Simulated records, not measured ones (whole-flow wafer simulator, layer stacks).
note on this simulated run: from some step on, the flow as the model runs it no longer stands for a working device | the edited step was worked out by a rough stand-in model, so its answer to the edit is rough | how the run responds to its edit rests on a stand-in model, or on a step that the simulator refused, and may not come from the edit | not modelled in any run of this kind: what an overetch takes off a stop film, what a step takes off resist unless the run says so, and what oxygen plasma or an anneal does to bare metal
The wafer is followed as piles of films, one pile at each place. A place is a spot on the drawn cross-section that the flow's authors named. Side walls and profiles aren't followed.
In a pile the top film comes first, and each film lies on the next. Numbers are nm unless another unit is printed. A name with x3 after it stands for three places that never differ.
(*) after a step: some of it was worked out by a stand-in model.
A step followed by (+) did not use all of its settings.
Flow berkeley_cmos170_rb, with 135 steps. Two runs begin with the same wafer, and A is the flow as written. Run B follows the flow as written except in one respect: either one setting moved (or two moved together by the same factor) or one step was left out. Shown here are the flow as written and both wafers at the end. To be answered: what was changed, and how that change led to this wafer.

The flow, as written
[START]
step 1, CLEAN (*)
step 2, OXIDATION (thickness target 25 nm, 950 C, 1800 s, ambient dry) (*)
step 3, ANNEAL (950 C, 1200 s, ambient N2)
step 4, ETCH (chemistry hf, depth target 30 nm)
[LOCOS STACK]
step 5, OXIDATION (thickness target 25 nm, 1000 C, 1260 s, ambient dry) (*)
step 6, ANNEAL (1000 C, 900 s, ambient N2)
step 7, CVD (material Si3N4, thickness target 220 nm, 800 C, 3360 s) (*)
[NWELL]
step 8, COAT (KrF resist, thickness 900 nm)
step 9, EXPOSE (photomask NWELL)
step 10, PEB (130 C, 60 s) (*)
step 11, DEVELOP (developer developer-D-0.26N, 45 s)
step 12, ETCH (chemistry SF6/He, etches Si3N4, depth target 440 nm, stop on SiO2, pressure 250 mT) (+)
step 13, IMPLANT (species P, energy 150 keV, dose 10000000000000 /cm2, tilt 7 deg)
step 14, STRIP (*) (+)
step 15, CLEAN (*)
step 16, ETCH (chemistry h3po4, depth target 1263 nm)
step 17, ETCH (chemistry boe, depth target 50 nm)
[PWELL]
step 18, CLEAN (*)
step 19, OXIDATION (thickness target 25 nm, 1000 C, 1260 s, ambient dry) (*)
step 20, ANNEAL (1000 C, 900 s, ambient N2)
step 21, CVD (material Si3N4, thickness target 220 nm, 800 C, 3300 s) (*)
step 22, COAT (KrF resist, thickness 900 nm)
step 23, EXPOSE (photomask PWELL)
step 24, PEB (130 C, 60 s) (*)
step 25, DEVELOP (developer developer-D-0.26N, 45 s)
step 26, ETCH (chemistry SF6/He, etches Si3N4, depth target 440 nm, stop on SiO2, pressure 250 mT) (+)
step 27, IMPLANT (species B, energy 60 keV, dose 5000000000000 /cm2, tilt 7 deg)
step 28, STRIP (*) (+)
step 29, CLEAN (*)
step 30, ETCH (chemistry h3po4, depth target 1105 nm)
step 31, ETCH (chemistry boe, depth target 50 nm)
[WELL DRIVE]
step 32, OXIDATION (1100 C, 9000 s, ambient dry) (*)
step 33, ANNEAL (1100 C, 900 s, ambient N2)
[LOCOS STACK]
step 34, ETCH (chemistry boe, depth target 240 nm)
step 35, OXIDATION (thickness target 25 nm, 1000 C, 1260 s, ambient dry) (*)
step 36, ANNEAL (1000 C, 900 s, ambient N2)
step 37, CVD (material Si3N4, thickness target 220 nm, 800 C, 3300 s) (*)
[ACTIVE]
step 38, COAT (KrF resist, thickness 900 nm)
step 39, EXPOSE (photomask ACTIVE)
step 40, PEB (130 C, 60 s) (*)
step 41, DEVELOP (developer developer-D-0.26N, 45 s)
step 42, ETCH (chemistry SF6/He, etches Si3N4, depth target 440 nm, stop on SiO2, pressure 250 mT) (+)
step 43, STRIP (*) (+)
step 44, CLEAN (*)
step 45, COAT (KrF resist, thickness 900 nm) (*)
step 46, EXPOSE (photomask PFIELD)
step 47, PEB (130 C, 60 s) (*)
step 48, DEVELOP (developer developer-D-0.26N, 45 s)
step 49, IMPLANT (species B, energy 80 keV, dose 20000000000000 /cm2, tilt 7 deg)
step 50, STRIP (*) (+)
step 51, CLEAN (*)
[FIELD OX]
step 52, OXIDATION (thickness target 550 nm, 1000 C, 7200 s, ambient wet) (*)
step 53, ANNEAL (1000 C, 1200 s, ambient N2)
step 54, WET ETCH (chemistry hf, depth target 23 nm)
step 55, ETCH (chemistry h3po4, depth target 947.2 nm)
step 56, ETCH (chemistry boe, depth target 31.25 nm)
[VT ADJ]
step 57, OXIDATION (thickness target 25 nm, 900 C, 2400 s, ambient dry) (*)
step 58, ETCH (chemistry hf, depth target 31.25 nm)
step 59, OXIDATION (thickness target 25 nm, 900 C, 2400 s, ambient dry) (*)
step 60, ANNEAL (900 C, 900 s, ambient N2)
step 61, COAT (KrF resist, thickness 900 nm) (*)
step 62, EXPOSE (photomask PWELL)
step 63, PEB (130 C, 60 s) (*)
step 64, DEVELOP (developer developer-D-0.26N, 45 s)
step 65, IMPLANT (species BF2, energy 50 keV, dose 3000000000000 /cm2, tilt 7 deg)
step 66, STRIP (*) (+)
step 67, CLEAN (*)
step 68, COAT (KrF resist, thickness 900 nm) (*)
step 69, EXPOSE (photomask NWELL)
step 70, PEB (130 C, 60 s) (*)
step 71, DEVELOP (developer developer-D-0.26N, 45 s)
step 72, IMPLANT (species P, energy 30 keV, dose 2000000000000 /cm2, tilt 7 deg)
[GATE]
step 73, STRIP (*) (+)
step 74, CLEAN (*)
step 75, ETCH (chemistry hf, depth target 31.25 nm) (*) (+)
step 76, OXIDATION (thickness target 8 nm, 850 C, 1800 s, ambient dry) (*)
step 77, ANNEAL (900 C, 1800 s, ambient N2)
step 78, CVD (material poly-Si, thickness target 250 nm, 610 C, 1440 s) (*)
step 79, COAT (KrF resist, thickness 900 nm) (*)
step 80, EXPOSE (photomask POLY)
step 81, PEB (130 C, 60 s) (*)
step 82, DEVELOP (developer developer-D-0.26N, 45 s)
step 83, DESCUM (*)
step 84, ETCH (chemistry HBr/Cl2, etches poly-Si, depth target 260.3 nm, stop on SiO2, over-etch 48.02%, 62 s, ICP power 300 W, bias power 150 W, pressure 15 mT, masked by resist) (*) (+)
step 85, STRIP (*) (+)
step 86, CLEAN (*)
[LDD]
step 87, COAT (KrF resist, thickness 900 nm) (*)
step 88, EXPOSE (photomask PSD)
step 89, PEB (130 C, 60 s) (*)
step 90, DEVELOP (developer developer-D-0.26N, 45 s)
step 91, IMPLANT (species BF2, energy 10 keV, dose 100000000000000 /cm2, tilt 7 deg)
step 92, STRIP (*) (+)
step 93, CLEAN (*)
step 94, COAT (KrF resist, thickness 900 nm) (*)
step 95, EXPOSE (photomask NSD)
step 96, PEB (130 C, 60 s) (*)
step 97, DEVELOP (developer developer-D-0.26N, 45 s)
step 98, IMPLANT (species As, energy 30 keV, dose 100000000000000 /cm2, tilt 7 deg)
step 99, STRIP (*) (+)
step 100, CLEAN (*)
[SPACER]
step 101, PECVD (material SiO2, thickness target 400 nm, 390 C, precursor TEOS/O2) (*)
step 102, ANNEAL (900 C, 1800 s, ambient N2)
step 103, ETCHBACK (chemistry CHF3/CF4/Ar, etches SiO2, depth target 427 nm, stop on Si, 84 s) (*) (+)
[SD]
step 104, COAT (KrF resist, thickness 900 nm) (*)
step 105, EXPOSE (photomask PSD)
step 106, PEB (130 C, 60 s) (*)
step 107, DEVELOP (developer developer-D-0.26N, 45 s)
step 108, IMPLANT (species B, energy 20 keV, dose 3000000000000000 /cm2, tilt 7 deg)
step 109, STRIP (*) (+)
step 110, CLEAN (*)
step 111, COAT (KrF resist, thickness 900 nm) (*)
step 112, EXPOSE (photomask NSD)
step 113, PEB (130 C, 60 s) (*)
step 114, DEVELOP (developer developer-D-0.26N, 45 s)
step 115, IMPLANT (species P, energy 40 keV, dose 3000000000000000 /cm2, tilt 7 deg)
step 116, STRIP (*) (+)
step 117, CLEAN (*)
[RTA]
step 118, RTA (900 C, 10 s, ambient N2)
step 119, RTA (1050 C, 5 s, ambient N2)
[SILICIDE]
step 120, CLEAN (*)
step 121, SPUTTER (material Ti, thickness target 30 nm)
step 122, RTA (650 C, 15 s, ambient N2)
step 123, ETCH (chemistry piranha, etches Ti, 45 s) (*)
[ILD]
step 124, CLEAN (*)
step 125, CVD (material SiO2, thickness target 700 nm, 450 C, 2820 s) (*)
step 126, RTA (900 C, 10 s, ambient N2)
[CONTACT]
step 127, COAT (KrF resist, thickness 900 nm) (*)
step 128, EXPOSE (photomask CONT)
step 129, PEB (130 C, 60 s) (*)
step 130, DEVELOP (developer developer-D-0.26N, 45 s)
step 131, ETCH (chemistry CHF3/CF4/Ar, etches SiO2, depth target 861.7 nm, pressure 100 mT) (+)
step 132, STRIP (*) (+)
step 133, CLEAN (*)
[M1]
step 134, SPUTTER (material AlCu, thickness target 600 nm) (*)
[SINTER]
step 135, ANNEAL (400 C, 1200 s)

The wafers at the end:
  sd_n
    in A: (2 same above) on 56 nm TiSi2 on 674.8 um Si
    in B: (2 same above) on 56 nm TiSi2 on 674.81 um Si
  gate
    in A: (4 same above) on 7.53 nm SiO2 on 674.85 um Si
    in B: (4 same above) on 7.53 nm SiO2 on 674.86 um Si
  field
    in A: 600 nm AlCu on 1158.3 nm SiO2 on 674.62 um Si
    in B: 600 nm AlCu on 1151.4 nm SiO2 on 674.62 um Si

Cause: step 35, OXIDATION: 800 C was run, though the flow has 1000 C.

How this came from the change, step by step:
  step 35, OXIDATION (thickness target 25 nm, 1000 C, 1260 s, ambient dry) (*)
      field, sd_n, spacer_n and 6 more: A +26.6 SiO2 (new film), -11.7 Si | B +3.87 SiO2 (new film), -1.7 Si
  step 52, OXIDATION (thickness target 550 nm, 1000 C, 7200 s, ambient wet) (*)
      gate, sd_p: A +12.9 SiO2 (new film), -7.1 Si3N4, +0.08 SiO2, -0.08 Si | B +12.9 SiO2 (new film), -7.1 Si3N4
      sd_n: A +12.9 SiO2 (new film), -7.1 Si3N4, +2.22 SiO2, -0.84 Si | B +12.9 SiO2 (new film), -7.1 Si3N4
      (as well as at 2 more places)
  step 56, ETCH (chemistry boe, depth target 31.25 nm)
      spacer_n, gate, sd_p, spacer_p, gate_p, contact: A -26.6 SiO2 (all of it) | B -3.87 SiO2 (all of it)
      sd_n: A -28.8 SiO2 (all of it) | B -3.87 SiO2 (all of it)
      (as well as at 1 more place)
